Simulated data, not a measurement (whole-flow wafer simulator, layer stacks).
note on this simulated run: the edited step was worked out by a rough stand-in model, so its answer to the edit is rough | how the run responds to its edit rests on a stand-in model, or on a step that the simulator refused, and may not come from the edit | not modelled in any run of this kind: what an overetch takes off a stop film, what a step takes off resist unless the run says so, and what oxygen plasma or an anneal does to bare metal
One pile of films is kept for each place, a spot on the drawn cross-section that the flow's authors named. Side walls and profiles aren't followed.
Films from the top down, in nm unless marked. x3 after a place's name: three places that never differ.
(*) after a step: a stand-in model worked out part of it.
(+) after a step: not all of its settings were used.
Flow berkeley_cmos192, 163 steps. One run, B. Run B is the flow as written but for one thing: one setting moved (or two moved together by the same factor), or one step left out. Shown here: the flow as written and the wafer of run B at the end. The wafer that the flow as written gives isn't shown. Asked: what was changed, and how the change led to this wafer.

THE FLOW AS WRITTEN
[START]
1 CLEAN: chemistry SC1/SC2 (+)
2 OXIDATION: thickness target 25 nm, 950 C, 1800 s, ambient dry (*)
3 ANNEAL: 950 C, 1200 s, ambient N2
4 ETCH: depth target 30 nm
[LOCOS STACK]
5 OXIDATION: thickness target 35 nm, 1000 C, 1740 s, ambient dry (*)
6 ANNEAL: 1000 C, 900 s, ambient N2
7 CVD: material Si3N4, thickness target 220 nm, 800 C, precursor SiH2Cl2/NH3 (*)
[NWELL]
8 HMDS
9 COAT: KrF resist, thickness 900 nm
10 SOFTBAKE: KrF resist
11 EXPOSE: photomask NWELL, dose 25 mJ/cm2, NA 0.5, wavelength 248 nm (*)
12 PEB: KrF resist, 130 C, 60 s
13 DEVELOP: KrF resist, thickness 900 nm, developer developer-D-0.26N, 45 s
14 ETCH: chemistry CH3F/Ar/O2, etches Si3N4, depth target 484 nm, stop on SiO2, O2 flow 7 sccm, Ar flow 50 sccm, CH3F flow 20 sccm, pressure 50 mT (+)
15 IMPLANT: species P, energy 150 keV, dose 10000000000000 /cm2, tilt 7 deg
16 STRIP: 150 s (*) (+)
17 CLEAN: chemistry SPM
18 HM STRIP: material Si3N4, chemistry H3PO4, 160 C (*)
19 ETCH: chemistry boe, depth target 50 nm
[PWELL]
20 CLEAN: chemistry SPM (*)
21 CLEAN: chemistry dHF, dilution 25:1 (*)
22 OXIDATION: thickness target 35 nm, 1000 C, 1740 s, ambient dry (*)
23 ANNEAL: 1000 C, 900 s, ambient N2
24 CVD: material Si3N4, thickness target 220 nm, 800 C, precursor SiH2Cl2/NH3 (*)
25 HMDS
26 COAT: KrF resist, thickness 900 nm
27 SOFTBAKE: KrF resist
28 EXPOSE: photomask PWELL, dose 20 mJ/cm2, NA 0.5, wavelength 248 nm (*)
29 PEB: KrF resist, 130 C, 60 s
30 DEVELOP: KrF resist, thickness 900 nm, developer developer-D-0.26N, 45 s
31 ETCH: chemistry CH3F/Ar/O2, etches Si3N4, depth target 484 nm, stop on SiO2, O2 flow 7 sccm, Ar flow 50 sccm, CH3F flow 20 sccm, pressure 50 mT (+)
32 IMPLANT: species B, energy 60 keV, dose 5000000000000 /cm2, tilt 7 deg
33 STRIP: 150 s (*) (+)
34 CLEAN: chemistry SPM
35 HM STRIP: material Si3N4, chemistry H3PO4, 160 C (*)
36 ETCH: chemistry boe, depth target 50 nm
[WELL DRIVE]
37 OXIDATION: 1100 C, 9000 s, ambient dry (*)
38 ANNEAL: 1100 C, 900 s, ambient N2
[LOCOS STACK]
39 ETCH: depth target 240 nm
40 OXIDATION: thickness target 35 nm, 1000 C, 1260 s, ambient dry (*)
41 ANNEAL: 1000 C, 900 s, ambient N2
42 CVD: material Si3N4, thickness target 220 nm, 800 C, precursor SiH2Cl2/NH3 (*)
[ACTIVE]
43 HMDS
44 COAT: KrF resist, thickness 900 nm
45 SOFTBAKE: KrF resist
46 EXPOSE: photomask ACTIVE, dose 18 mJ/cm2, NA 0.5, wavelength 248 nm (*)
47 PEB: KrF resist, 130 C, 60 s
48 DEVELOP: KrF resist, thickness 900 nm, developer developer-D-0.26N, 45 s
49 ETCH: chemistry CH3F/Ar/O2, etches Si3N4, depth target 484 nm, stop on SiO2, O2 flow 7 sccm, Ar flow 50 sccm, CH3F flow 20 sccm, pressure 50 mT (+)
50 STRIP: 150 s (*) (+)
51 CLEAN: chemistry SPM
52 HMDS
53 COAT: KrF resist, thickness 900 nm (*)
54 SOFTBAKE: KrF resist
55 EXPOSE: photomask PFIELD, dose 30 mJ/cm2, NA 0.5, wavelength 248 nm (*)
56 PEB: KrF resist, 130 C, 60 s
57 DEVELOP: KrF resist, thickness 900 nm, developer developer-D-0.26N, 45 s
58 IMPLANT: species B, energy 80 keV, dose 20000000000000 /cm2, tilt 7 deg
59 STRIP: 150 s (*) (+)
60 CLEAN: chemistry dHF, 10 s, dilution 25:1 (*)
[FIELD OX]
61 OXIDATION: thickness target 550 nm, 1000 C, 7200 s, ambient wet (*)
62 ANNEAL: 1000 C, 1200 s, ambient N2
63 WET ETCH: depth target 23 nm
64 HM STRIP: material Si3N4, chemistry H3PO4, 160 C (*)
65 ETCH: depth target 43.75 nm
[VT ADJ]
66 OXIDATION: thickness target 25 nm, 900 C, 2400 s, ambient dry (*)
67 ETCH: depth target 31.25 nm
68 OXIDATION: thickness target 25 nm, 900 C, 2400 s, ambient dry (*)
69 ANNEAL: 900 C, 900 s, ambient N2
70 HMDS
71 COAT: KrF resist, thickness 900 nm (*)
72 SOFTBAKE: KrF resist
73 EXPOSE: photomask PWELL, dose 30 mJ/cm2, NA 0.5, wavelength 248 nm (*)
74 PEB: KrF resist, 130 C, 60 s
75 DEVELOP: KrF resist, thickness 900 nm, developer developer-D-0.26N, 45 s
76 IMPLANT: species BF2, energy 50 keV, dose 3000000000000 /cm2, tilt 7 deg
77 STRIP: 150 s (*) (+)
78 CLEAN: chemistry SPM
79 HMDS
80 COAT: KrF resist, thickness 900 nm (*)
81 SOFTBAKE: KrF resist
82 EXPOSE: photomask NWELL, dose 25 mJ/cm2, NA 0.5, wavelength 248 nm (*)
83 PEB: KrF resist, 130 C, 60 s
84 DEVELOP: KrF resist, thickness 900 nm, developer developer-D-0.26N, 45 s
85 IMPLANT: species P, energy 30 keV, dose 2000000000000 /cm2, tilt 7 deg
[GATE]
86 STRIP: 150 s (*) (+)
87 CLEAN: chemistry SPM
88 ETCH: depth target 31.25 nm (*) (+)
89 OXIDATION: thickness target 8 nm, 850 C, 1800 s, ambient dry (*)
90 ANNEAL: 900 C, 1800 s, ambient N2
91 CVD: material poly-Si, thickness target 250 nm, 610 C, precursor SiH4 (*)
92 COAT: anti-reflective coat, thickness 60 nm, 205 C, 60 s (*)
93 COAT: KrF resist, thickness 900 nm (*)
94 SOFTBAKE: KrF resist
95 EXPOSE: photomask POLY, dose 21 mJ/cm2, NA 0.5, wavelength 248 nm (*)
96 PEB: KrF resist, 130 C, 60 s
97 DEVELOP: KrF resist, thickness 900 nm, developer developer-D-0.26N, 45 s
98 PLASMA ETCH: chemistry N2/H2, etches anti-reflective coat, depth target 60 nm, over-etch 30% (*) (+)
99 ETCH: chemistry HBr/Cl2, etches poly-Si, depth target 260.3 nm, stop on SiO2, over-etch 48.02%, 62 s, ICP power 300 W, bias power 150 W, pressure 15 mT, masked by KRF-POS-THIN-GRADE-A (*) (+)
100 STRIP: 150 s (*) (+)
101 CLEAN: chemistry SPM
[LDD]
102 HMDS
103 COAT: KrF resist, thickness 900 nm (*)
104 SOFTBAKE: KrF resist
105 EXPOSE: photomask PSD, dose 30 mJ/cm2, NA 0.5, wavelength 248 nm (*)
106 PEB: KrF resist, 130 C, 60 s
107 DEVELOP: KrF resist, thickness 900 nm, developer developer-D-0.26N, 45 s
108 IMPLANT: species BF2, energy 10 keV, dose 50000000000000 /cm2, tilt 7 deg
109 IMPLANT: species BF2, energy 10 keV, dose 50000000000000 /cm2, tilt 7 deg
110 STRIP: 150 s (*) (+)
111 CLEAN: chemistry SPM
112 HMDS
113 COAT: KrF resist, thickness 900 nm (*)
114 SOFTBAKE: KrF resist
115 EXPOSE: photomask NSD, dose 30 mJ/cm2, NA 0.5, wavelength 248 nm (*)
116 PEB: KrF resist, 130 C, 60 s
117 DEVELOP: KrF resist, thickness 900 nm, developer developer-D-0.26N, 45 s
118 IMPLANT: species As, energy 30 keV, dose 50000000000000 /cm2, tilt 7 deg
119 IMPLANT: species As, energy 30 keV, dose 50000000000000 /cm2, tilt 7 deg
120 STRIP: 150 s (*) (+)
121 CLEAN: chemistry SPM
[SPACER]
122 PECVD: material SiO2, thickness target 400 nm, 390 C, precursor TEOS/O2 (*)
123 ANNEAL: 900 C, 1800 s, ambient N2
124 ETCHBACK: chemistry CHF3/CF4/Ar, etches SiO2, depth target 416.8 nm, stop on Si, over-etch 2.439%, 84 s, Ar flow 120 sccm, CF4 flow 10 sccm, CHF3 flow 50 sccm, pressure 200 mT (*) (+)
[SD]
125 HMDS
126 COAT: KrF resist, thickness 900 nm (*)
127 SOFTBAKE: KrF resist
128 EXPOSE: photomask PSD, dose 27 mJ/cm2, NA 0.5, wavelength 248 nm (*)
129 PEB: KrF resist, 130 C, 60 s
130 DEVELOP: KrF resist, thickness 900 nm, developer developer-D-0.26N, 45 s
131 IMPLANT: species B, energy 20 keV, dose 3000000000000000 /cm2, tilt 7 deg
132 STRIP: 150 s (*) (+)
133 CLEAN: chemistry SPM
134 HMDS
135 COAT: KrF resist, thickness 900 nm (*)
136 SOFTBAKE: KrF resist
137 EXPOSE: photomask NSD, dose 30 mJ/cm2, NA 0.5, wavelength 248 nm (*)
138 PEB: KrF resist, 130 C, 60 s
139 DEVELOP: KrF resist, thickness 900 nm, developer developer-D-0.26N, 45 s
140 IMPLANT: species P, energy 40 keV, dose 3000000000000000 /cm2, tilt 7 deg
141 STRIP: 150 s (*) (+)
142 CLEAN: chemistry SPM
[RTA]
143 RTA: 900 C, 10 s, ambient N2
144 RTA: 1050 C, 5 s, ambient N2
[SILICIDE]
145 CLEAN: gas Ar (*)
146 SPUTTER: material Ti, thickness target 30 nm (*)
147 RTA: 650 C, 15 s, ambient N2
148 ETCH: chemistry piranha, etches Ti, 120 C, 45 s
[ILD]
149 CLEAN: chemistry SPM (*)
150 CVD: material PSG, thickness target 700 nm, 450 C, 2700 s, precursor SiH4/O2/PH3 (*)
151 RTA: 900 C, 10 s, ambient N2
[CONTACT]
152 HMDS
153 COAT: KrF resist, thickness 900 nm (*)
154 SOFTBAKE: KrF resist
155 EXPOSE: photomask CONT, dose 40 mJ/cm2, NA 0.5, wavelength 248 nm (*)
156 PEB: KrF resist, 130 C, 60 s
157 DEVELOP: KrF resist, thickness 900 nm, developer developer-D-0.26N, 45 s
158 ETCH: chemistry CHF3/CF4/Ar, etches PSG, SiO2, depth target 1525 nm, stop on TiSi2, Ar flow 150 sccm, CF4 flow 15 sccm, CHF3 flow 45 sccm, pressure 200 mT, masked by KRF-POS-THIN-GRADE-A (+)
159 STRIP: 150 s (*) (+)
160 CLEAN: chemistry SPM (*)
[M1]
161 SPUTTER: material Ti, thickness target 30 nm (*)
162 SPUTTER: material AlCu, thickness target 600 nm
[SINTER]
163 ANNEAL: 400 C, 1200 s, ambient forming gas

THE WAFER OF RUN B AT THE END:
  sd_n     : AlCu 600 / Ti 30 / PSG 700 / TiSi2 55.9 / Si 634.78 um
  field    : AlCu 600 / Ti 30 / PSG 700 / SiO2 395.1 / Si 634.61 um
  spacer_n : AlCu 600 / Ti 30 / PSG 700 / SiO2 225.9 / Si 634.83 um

The cause: step 22, OXIDATION: 1100 C was run, where the flow has 1000 C.

How the change led to this, step by step:
  22 OXIDATION: thickness target 35 nm, 1000 C, 1740 s, ambient dry (*)
      field, sd_n, spacer_n and 6 more: SiO2 +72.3 (new film), Si -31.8 (as written it would be: SiO2 +31.6 (new film), Si -13.9)
  36 ETCH: chemistry boe, depth target 50 nm
      field, sd_n, spacer_n, gate, contact: SiO2 -50 (as written it would be: SiO2 -18.5 (all of it))
      sd_p, spacer_p, gate_p, m1: SiO2 -50 (as written it would be: SiO2 -29.6 (all of it))
  37 OXIDATION: 1100 C, 9000 s, ambient dry (*)
      field, sd_n, spacer_n, gate, contact: SiO2 +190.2, Si -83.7 (as written it would be: SiO2 +197.6 (new film), Si -86.9)
      sd_p, spacer_p, gate_p, m1: SiO2 +181.8, Si -80 (as written it would be: SiO2 +197.6 (new film), Si -86.9)
  39 ETCH: depth target 240 nm
      sd_p, spacer_p, gate_p, m1: SiO2 -202 (all of it) (as written it would be: SiO2 -197.6 (all of it))
  92 COAT: anti-reflective coat, thickness 60 nm, 205 C, 60 s (*)
      spacer_p: anti-reflective coat +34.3 (new film) (as written it would be: anti-reflective coat +33.6 (new film))
      gate_p: anti-reflective coat +31.7 (new film) (as written it would be: anti-reflective coat +31 (new film))
      (and at 1 more place)
  98 PLASMA ETCH: chemistry N2/H2, etches anti-reflective coat, depth target 60 nm, over-etch 30% (*) (+)
      spacer_p: anti-reflective coat -34.3 (all of it), poly-Si -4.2 (as written it would be: anti-reflective coat -33.6 (all of it), poly-Si -4.22)
      m1: anti-reflective coat -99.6 (all of it), poly-Si -2.52 (as written it would be: anti-reflective coat -102.4 (all of it), poly-Si -2.46)
  100 STRIP: 150 s (*) (+)
      gate_p: chemical SiO2 +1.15 (new film), KrF resist -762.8 (all of it), anti-reflective coat -31.7 (all of it), poly-Si -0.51 (as written it would be: chemical SiO2 +1.15 (new film), KrF resist -765.1 (all of it), anti-reflective coat -31 (all of it), poly-Si -0.51)
